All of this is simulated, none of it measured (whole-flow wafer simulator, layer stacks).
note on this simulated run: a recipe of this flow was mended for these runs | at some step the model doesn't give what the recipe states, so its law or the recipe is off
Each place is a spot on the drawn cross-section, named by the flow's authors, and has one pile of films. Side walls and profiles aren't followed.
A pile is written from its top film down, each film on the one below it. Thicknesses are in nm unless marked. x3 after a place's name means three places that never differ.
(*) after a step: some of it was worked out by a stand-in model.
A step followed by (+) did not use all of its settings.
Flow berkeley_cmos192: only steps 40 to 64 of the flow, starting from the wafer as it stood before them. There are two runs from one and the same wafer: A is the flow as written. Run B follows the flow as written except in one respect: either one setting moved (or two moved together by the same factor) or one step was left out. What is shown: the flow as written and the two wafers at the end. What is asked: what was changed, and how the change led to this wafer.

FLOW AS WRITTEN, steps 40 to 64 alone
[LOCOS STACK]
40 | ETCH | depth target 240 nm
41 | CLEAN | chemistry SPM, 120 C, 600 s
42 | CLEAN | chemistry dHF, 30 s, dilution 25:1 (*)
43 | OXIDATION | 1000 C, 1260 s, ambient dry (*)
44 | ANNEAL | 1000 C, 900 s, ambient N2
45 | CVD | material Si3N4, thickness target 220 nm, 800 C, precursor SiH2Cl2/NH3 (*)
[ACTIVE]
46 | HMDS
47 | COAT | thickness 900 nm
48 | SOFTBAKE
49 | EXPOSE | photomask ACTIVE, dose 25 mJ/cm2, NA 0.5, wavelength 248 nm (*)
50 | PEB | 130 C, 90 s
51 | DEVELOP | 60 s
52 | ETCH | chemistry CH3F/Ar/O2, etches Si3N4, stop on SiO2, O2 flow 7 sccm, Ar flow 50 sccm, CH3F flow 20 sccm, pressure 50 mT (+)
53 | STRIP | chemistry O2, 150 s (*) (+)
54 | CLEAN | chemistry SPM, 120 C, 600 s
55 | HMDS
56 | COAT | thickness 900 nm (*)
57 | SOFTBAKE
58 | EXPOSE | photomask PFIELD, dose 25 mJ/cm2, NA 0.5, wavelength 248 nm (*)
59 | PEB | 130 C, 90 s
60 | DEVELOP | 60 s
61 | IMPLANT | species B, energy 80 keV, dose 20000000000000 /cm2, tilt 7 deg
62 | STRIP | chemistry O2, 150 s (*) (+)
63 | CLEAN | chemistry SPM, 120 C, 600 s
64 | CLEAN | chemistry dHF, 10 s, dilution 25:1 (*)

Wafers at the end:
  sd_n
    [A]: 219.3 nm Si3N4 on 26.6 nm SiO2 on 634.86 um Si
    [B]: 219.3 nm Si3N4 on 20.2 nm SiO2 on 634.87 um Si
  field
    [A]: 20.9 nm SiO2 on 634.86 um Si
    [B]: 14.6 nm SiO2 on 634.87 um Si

The reason: step 43, OXIDATION: 756 s was run, while the flow as written has 1260 s.

Step by step, how the change led to this:
  43 | OXIDATION | 1000 C, 1260 s, ambient dry (*)
      field, sd_n, spacer_n and 6 more: A SiO2 gains 26.6 (new film), Si loses 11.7 | B SiO2 gains 20.2 (new film), Si loses 8.91
